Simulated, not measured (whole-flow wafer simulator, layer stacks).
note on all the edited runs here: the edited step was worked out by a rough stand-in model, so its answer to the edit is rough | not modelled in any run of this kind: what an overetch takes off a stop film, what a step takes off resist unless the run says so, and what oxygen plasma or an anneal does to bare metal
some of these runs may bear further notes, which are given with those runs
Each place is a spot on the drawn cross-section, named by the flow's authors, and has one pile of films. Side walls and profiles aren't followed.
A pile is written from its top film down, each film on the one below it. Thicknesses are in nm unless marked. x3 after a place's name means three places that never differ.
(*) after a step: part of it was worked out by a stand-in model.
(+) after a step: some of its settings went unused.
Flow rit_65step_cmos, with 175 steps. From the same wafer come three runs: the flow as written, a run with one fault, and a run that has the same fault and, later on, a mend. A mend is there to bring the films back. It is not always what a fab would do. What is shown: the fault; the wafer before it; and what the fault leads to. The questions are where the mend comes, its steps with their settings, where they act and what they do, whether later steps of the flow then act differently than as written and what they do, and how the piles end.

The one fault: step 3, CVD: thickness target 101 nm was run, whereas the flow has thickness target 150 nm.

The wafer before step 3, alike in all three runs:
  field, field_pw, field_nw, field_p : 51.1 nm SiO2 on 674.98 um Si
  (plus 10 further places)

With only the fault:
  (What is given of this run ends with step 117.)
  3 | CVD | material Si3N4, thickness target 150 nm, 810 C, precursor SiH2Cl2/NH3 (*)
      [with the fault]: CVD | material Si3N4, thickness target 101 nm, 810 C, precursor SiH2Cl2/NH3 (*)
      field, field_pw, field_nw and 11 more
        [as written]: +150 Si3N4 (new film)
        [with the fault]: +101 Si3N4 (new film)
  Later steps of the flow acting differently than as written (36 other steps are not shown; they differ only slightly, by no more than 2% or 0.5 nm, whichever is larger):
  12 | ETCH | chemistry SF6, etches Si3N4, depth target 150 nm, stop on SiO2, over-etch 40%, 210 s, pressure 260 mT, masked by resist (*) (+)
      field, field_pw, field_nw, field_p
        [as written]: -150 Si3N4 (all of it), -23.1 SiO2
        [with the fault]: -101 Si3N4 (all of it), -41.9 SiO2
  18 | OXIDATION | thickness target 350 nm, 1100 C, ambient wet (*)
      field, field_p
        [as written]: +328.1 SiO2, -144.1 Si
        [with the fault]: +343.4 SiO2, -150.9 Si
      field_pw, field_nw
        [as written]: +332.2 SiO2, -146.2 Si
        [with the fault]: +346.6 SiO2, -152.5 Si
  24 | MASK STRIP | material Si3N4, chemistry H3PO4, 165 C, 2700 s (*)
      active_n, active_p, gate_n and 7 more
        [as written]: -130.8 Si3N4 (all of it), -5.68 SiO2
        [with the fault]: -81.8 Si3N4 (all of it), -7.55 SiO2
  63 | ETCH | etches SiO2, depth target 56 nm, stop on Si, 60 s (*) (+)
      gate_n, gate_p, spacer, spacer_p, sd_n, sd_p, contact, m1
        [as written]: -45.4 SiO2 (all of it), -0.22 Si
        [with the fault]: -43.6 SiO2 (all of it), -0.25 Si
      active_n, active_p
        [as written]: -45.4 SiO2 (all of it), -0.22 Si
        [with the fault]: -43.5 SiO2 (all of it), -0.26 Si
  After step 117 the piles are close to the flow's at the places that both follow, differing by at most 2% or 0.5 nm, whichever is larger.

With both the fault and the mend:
  The mend follows step 4.
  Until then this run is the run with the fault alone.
  4a | ETCH | chemistry h3po4, depth target 116.1 nm
      field, field_pw, field_nw and 11 more
        -101 Si3N4 (all of it)
  4b | CLEAN | chemistry SC2, 75 C, 600 s
      does not change any film at any place that is followed
  4c | CVD | material Si3N4, thickness target 150 nm, 810 C, precursor SiH2Cl2/NH3 (*) (the flow's step 3, run once more)
      field, field_pw, field_nw and 11 more
        +150 Si3N4 (new film)
  Later steps of the flow that are run all act as written at every place that is followed.
  The piles end the same as the flow's at every place that both follow.
